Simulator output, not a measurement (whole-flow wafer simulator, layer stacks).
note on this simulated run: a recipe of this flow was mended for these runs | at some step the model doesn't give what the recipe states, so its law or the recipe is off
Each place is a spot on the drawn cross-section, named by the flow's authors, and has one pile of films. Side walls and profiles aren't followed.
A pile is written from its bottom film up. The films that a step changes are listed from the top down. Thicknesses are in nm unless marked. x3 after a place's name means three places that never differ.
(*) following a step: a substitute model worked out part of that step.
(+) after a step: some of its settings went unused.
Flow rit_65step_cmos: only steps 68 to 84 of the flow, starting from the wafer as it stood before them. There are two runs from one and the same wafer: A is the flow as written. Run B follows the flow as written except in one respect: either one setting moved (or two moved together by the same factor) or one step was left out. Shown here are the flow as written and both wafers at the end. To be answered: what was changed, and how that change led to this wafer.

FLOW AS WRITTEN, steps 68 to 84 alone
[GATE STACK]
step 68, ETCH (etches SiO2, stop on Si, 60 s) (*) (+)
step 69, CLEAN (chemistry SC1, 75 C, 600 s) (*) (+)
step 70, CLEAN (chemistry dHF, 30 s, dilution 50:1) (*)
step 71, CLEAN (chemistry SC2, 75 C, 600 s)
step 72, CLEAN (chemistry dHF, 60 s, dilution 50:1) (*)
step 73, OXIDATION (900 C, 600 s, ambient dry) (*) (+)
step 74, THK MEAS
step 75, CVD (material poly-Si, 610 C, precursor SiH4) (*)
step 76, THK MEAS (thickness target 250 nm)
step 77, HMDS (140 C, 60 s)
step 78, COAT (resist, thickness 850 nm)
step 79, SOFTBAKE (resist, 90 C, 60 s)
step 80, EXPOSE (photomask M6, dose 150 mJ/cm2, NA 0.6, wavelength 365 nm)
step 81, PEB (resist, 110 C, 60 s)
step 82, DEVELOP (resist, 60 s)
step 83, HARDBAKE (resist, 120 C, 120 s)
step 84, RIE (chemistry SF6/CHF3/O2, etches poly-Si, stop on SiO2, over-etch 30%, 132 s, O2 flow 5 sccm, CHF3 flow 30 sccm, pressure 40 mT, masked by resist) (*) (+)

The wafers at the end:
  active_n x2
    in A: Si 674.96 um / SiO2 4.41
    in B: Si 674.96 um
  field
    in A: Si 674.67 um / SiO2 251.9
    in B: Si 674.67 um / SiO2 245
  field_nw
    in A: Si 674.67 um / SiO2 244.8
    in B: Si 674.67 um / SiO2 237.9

The reason: step 75, CVD: 601 C was run, though the flow has 610 C.

The path from the change to this, step by step:
  step 75, CVD (material poly-Si, 610 C, precursor SiH4) (*)
      field, field_pw, field_nw and 11 more: A poly-Si gains 250 (new film) | B poly-Si gains 210.2 (new film)
  step 84, RIE (chemistry SF6/CHF3/O2, etches poly-Si, stop on SiO2, over-etch 30%, 132 s, O2 flow 5 sccm, CHF3 flow 30 sccm, pressure 40 mT, masked by resist) (*) (+)
      active_n x2, spacer, spacer_p, sd_n, sd_p, contact, m1: A poly-Si loses 250 (all of it), SiO2 loses 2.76 | B poly-Si loses 210.2 (all of it), SiO2 loses 7.17 (all of it)
      field, field_pw, field_nw, field_p: A poly-Si loses 250 (all of it), SiO2 loses 2.76 | B poly-Si loses 210.2 (all of it), SiO2 loses 9.62
